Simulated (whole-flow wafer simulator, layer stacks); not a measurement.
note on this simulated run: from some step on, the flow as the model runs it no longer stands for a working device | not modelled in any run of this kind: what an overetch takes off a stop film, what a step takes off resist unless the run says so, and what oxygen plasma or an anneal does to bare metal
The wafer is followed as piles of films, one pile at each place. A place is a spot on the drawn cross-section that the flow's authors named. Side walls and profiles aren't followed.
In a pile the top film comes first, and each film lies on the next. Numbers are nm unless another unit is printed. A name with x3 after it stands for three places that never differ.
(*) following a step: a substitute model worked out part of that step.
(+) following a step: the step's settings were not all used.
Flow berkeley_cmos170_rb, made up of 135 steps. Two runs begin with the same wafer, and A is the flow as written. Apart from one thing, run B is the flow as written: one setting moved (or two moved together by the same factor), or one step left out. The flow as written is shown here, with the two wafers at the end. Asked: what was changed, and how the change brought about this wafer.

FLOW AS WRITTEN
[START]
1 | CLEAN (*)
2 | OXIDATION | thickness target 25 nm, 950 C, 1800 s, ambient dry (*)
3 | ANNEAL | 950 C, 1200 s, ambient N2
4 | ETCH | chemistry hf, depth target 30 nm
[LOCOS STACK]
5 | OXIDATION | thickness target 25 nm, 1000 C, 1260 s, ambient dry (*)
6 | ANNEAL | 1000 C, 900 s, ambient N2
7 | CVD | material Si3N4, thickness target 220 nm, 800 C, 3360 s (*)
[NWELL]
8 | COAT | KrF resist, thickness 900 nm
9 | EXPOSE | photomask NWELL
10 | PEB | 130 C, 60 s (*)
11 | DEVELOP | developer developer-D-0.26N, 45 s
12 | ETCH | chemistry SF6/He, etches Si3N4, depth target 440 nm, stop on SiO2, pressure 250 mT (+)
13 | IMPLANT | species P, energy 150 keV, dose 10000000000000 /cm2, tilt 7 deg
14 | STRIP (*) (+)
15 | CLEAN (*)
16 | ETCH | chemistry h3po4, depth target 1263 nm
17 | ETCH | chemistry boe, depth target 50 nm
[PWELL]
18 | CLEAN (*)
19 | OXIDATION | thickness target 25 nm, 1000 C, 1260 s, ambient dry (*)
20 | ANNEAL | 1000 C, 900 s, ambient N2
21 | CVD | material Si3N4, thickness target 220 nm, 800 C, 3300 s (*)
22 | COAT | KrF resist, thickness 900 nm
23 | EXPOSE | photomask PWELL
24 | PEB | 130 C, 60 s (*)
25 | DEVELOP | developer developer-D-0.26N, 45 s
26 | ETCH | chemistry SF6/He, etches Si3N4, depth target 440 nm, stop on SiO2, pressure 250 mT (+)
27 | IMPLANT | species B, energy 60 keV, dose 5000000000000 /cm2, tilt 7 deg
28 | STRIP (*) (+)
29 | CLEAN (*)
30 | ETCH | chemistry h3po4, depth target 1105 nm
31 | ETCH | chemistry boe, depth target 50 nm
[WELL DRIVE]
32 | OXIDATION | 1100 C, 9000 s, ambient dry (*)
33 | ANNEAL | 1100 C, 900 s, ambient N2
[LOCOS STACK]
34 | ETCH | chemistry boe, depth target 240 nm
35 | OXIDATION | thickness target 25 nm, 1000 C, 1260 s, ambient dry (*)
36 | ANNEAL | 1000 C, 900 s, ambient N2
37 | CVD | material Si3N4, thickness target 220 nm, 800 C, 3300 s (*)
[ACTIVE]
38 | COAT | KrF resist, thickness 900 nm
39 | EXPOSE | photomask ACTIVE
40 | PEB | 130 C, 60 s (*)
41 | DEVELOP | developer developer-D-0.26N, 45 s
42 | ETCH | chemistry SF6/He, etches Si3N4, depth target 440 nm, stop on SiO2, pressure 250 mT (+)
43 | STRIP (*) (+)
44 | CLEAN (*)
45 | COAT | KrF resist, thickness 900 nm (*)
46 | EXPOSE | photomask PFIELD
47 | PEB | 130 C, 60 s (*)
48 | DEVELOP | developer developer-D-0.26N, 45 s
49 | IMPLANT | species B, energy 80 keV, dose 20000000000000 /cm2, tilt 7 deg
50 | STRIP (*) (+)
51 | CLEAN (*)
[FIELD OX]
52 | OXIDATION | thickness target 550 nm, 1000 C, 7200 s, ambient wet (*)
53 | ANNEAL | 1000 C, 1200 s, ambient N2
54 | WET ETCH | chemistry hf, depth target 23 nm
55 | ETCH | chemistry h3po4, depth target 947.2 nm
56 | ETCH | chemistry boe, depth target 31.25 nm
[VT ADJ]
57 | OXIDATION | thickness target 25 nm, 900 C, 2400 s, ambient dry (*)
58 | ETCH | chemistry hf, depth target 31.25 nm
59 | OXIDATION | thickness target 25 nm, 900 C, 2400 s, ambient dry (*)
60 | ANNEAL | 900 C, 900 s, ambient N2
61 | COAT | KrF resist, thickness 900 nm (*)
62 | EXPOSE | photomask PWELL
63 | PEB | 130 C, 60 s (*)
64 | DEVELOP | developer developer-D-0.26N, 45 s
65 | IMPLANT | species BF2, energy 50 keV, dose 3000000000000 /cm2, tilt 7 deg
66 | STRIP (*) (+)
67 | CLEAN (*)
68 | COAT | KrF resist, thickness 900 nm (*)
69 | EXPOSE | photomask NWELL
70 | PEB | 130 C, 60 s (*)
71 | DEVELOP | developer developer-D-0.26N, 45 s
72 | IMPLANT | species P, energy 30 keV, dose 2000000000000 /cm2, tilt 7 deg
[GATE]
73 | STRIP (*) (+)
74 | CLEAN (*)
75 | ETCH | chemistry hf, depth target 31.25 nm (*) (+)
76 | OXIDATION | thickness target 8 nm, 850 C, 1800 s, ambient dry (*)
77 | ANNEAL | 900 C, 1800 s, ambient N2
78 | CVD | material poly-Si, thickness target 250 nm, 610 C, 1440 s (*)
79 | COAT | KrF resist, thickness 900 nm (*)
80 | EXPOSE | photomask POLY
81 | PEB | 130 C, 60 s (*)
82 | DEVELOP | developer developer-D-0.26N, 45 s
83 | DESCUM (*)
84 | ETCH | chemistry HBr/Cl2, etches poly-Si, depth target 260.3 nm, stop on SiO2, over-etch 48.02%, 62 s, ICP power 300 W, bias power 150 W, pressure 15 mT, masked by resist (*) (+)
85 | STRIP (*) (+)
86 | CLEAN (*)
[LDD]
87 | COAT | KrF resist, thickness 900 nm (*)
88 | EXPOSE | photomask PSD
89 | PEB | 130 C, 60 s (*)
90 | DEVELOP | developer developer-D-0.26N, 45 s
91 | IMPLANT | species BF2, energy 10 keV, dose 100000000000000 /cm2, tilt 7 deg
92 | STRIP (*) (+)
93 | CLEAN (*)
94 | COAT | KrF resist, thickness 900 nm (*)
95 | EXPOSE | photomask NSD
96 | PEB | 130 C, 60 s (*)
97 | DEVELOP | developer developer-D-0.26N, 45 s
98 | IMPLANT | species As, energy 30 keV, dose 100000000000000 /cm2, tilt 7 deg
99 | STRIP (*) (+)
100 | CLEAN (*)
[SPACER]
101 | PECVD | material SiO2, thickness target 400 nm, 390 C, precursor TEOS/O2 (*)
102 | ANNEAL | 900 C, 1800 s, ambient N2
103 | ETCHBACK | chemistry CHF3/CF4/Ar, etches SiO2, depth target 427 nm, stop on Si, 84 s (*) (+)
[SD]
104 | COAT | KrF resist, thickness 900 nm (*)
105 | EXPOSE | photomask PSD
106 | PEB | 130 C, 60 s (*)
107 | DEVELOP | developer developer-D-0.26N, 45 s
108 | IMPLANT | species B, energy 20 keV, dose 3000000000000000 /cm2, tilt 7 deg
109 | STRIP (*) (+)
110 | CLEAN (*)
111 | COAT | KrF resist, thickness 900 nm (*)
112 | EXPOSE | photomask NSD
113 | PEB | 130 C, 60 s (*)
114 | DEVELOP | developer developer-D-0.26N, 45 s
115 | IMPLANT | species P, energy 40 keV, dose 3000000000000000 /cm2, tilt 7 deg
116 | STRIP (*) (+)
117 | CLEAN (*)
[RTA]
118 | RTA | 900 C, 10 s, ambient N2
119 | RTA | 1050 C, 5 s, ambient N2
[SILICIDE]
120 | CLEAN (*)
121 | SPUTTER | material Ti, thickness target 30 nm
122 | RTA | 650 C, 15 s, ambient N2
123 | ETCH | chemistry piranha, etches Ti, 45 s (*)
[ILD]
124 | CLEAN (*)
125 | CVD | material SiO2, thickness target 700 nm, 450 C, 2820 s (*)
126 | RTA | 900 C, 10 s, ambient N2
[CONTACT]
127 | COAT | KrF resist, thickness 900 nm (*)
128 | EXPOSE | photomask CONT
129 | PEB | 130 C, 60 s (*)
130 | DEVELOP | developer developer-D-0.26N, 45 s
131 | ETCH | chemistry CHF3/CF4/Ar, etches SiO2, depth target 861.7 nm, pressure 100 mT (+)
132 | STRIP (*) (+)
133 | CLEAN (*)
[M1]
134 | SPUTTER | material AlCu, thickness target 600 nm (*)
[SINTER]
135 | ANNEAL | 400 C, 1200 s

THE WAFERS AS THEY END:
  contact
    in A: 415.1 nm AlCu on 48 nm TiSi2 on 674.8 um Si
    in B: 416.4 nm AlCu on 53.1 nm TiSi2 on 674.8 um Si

Cause: step 131, ETCH: depth target 758.3 nm was run, whereas the flow has depth target 861.7 nm.

Step by step, how the change led to this:
  131 | ETCH | chemistry CHF3/CF4/Ar, etches SiO2, depth target 861.7 nm, pressure 100 mT (+)
      field, sd_n, spacer_n, gate, sd_p, spacer_p, gate_p, m1: A -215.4 KrF resist | B -189.6 KrF resist
      contact: A -700 SiO2 (all of it), -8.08 TiSi2 | B -700 SiO2 (all of it), -2.91 TiSi2
  132 | STRIP (*) (+)
      field: A -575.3 KrF resist (all of it) | B -601.1 KrF resist (all of it)
      sd_n: A -780.4 KrF resist (all of it) | B -806.2 KrF resist (all of it)
      (and at 6 other places as well)
